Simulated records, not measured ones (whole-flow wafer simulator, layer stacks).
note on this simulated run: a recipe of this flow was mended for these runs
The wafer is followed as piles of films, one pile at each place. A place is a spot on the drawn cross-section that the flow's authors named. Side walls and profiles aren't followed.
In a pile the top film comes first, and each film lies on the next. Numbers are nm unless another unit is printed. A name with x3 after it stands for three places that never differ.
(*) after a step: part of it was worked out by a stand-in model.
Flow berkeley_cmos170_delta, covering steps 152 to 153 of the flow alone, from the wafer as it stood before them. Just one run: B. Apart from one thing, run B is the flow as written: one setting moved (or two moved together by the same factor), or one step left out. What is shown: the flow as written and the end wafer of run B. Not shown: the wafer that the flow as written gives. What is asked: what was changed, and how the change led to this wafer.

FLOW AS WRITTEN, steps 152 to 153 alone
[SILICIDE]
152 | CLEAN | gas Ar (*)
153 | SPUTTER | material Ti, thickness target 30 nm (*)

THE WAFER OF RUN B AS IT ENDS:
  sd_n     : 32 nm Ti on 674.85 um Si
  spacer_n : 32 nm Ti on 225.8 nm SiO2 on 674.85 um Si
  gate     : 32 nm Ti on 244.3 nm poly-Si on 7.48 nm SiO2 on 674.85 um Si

What caused this: step 153, SPUTTER: thickness target 32 nm was run, whereas the flow has thickness target 30 nm.
The wafer itself shows it: sd_n has Ti 32, and step 153 as written asks for 30 nm.

Step by step, how the change led to this:
  153 | SPUTTER | material Ti, thickness target 30 nm (*)
      field, sd_n, spacer_n, gate, spacer_p, gate_p, contact x2: Ti gains 32 (new film) (it would be, as written: Ti gains 30 (new film))
      sd_p: Ti gains 29.3 (new film) (it would be, as written: Ti gains 27.5 (new film))
